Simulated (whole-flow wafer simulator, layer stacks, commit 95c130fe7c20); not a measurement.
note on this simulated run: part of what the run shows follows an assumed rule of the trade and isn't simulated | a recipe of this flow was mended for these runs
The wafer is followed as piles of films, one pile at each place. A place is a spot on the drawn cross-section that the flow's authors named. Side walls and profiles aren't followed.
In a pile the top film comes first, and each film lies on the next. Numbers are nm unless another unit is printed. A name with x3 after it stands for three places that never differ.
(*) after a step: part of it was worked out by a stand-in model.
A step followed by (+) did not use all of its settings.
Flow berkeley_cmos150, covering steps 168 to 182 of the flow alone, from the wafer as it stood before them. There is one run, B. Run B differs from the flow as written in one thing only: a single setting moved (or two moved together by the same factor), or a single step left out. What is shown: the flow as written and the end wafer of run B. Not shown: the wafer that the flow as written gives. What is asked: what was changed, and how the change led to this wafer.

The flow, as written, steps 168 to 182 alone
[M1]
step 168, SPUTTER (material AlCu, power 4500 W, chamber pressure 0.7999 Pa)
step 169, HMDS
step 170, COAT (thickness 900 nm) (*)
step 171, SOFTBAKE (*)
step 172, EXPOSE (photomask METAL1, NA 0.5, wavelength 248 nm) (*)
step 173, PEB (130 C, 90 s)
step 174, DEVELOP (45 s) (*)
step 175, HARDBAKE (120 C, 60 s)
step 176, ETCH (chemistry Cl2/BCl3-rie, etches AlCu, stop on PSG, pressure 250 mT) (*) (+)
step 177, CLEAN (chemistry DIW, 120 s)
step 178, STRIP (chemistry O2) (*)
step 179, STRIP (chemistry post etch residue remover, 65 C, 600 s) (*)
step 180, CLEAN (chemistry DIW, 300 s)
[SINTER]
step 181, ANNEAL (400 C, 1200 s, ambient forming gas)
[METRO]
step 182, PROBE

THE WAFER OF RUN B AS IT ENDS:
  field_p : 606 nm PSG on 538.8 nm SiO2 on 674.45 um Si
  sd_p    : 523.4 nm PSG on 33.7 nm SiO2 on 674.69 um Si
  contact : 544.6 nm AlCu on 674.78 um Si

Cause: step 168, SPUTTER: power 5648 W was run, while the flow as written has power 4500 W.

How this came from the change, step by step:
  step 168, SPUTTER (material AlCu, power 4500 W, chamber pressure 0.7999 Pa)
      field, sd_n, gate_n, gate_p, m1: AlCu gains 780 (new film) (in the flow as written it would be: AlCu gains 626.1 (new film))
      field_p: AlCu gains 780 (new film) (in the flow as written it would be: AlCu gains 619.8 (new film))
      (as well as at 2 more places)
  step 170, COAT (thickness 900 nm) (*)
      sd_p: thick-KrF-resist gains 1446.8 (new film) (in the flow as written it would be: thick-KrF-resist gains 1400.4 (new film))
      contact: thick-KrF-resist gains 1766.7 (new film) (in the flow as written it would be: thick-KrF-resist gains 1720.1 (new film))
  step 174, DEVELOP (45 s) (*)
      sd_p: thick-KrF-resist loses 1443.1 (all of it), AlCu loses 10 (in the flow as written it would be: thick-KrF-resist loses 1396.9 (all of it), AlCu loses 10)
  step 175, HARDBAKE (120 C, 60 s)
      contact: thick-KrF-resist loses 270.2 (in the flow as written it would be: thick-KrF-resist loses 263.1)
  step 176, ETCH (chemistry Cl2/BCl3-rie, etches AlCu, stop on PSG, pressure 250 mT) (*) (+)
      field, sd_n, gate_n, gate_p: AlCu loses 770 (all of it), PSG loses 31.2 (in the flow as written it would be: AlCu loses 616.1 (all of it), PSG loses 31.2)
      contact, m1: thick-KrF-resist loses 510 (in the flow as written it would be: thick-KrF-resist loses 433.1)
      (as well as at 2 more places)
  step 178, STRIP (chemistry O2) (*)
      contact: thick-KrF-resist loses 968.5 (all of it) (in the flow as written it would be: thick-KrF-resist loses 1006.2 (all of it))
      m1: thick-KrF-resist loses 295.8 (all of it) (in the flow as written it would be: thick-KrF-resist loses 373.8 (all of it))
